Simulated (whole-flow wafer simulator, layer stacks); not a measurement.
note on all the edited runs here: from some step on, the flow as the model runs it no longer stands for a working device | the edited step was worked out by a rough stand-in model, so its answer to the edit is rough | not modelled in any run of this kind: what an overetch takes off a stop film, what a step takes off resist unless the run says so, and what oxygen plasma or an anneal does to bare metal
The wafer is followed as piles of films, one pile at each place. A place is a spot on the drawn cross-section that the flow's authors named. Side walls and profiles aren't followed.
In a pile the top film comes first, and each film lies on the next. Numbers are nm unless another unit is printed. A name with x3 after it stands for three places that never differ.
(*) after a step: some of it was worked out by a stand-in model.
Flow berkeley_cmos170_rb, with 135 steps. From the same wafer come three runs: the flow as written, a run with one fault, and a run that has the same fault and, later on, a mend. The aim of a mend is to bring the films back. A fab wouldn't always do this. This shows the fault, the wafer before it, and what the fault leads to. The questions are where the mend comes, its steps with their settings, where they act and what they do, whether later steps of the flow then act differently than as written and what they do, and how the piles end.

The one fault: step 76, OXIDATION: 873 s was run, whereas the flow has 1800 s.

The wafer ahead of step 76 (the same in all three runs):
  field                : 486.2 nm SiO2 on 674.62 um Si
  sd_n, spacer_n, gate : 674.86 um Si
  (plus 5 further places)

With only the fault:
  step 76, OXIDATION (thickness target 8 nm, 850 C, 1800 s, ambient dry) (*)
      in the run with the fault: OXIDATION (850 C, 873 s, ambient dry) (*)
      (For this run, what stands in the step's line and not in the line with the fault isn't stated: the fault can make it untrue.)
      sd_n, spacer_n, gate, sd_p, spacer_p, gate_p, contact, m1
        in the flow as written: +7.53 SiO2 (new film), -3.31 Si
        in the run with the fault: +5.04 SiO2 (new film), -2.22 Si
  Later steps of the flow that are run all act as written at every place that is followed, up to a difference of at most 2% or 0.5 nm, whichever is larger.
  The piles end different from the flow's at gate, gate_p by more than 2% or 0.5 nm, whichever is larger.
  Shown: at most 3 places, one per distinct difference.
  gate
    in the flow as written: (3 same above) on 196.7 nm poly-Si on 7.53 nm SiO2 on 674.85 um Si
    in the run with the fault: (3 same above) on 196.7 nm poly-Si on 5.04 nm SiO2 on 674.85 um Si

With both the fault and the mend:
  The mend stands after step 76.
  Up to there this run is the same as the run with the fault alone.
  step 76a, OXIDATION (850 C, 927 s, ambient dry) (*) (the flow's step 76 again, with other settings)
      sd_n, spacer_n, gate, sd_p, spacer_p, gate_p, contact, m1
        +2.49 SiO2, -1.09 Si
      field
        +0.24 SiO2, -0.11 Si
  Later steps of the flow that are run all act as written at every place that is followed.
  At every place that both follow, the piles at the end match the flow's.
